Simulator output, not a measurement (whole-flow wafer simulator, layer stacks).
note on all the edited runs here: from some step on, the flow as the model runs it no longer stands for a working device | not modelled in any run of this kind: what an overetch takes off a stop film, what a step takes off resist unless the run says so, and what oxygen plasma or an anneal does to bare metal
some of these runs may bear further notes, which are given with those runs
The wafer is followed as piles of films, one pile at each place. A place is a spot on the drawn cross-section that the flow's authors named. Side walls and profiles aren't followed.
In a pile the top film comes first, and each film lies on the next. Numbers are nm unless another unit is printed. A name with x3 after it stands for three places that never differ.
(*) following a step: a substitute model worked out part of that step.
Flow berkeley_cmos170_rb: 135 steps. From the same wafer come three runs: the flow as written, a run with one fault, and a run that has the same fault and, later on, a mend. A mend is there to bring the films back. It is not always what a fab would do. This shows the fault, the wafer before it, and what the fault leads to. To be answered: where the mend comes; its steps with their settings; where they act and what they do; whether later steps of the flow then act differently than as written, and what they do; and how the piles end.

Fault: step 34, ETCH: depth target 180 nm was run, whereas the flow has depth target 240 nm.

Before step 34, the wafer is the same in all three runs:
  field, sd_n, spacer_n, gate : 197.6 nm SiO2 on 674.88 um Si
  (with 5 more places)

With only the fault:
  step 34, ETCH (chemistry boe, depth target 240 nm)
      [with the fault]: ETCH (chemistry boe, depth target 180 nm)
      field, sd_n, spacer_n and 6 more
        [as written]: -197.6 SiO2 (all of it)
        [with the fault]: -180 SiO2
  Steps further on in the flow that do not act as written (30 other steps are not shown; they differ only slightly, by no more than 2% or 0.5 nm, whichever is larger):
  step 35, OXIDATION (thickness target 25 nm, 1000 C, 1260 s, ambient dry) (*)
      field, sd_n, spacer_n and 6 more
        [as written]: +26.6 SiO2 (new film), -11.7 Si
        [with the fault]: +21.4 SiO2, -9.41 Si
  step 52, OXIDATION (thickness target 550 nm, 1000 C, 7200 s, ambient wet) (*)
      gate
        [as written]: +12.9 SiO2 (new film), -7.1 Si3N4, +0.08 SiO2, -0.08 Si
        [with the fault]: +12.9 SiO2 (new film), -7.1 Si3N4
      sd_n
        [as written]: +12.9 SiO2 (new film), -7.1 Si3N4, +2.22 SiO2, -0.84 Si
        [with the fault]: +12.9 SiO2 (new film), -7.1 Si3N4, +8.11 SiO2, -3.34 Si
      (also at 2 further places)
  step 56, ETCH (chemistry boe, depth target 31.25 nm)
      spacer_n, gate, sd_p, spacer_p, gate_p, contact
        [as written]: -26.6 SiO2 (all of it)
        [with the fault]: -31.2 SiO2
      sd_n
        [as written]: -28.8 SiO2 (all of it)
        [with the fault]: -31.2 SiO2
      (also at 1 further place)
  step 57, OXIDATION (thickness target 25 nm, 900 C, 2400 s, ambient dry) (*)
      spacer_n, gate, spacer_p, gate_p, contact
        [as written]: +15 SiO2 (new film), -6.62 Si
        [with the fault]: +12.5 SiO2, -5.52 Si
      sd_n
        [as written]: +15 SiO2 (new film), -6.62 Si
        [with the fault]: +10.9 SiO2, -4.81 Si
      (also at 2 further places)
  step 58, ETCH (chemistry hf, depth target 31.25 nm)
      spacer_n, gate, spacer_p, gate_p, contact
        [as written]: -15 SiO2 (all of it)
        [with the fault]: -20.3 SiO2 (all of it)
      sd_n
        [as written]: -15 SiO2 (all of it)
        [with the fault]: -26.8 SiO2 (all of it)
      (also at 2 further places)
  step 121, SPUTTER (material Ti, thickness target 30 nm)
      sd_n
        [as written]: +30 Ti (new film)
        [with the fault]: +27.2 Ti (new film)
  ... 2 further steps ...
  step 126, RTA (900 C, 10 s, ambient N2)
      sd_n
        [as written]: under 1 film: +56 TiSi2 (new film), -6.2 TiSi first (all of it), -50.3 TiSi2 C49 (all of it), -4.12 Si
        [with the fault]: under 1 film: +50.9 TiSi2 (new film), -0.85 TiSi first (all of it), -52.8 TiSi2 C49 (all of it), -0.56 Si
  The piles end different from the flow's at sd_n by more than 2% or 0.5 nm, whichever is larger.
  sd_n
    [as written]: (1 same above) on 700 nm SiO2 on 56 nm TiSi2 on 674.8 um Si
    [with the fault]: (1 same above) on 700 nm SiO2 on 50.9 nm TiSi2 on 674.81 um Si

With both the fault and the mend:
  The mend stands after step 34.
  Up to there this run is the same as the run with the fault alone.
  step 34a, ETCH (chemistry boe, depth target 60 nm) (a further turn of the flow's step 34, with different settings)
      field, sd_n, spacer_n and 6 more
        -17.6 SiO2 (all of it)
  Every later step of the flow that is run acts as written at every place that is followed.
  At every place that both follow, the piles at the end match the flow's.
